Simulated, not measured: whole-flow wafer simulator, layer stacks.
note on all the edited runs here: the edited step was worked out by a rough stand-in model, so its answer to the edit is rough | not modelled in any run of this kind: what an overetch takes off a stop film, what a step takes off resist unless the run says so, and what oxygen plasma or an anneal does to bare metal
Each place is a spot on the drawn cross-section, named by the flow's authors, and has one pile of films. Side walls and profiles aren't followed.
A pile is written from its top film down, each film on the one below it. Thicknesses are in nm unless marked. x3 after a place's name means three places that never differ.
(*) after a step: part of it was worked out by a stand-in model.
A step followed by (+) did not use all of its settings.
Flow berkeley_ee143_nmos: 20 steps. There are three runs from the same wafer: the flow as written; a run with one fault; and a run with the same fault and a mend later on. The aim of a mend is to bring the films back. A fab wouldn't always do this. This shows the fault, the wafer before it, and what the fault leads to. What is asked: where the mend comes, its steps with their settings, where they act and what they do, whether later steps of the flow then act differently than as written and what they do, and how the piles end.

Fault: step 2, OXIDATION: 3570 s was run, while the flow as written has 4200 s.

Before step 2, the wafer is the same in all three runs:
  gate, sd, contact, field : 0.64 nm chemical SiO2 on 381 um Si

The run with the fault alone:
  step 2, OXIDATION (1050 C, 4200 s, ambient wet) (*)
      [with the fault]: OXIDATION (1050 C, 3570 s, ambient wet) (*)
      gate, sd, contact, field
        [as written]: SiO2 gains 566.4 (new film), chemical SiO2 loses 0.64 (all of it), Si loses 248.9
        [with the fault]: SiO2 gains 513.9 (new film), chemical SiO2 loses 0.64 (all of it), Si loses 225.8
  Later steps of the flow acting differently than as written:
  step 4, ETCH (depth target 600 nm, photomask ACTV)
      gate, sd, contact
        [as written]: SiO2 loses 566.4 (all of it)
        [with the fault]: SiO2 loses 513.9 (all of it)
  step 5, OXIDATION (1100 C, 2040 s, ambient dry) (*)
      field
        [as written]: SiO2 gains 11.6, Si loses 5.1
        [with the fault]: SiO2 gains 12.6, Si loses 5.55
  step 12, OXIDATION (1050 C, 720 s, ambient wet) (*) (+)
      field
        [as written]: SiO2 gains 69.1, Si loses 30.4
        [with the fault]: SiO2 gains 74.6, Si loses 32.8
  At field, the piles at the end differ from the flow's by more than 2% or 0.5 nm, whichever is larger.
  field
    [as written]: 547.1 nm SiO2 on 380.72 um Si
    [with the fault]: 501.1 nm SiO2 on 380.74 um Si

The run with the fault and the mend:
  The mend stands after step 2.
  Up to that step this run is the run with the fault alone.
  step 2a, OXIDATION (1050 C, 630 s, ambient wet) (*) (the flow's step 2, run once more with other settings)
      gate, sd, contact, field
        SiO2 gains 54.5, Si loses 24
  Later steps of the flow that are run all act as written at every place that is followed, up to a difference of at most 2% or 0.5 nm, whichever is larger.
  When the end is reached, the piles differ only a little from the flow's at the places that both follow, at most by 2% or 0.5 nm, whichever is larger.
